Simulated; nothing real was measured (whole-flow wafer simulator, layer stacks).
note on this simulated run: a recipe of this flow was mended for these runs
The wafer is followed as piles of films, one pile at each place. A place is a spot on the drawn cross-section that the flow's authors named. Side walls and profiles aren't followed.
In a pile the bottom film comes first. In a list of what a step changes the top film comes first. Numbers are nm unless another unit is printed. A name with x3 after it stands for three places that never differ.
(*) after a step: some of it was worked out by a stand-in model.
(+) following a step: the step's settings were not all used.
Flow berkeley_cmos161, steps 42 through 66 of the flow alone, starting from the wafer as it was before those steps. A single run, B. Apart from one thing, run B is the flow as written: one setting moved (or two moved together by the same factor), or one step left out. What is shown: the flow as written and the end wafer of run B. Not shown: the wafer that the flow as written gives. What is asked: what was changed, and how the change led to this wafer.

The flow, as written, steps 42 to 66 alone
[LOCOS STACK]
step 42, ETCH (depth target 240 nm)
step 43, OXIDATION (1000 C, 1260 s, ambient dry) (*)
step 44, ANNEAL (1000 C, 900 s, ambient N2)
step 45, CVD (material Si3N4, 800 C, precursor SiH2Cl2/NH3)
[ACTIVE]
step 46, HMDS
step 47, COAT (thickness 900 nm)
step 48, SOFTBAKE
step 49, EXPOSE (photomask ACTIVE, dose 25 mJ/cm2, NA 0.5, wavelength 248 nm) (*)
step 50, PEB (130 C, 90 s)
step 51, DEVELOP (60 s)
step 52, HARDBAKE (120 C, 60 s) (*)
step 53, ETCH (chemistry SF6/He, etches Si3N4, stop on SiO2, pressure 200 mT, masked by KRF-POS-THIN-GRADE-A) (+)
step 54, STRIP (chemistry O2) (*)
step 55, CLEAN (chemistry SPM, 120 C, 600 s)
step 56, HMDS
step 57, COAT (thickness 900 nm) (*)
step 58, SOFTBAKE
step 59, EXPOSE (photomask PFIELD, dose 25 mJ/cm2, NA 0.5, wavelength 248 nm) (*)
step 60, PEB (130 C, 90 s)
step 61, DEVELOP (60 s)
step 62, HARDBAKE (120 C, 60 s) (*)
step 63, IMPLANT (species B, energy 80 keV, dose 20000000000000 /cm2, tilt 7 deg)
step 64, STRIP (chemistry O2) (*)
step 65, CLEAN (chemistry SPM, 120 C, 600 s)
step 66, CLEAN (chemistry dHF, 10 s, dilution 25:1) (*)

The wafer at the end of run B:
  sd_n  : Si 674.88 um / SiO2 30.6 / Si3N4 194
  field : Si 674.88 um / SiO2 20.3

The reason: step 43, OXIDATION: 1016 C was run, whereas the flow has 1000 C.

How this came from the change, step by step:
  step 43, OXIDATION (1000 C, 1260 s, ambient dry) (*)
      field, sd_n, spacer_n and 6 more: SiO2 gains 30.6 (new film), Si loses 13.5 (as written it would have been: SiO2 gains 26.6 (new film), Si loses 11.7)
